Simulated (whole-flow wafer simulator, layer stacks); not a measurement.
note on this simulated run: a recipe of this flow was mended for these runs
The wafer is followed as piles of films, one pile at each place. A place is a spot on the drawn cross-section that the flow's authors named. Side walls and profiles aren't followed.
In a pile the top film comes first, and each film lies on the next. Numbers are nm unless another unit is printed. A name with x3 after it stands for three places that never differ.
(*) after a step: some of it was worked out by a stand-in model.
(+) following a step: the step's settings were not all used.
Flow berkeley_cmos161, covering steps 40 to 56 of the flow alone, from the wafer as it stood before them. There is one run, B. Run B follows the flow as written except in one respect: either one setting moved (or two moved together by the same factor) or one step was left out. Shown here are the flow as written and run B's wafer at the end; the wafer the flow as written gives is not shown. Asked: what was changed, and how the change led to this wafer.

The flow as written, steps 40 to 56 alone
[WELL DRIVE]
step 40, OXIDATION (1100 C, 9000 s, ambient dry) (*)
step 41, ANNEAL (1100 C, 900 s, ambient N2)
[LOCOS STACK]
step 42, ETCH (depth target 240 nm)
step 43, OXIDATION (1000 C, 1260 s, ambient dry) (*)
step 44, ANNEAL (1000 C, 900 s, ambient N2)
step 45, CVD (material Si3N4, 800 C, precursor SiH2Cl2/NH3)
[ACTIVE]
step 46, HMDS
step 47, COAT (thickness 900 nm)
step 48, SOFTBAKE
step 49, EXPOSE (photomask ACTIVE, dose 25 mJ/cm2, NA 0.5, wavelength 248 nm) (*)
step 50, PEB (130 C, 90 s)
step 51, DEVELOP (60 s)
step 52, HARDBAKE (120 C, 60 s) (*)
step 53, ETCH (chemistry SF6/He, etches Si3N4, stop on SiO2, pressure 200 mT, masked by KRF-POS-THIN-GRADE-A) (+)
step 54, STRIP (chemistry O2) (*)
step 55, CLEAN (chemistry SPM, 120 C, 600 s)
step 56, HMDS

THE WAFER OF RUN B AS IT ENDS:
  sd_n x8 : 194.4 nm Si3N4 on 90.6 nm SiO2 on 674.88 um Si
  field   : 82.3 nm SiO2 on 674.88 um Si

What caused this: step 42, ETCH: depth target 120 nm was run, though the flow has depth target 240 nm.

The path from the change to this, step by step:
  step 42, ETCH (depth target 240 nm)
      field, sd_n x8: -120 SiO2 (in the flow as written it would be: -197.6 SiO2 (all of it))
  step 43, OXIDATION (1000 C, 1260 s, ambient dry) (*)
      field, sd_n x8: +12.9 SiO2, -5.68 Si (in the flow as written it would be: +26.6 SiO2 (new film), -11.7 Si)
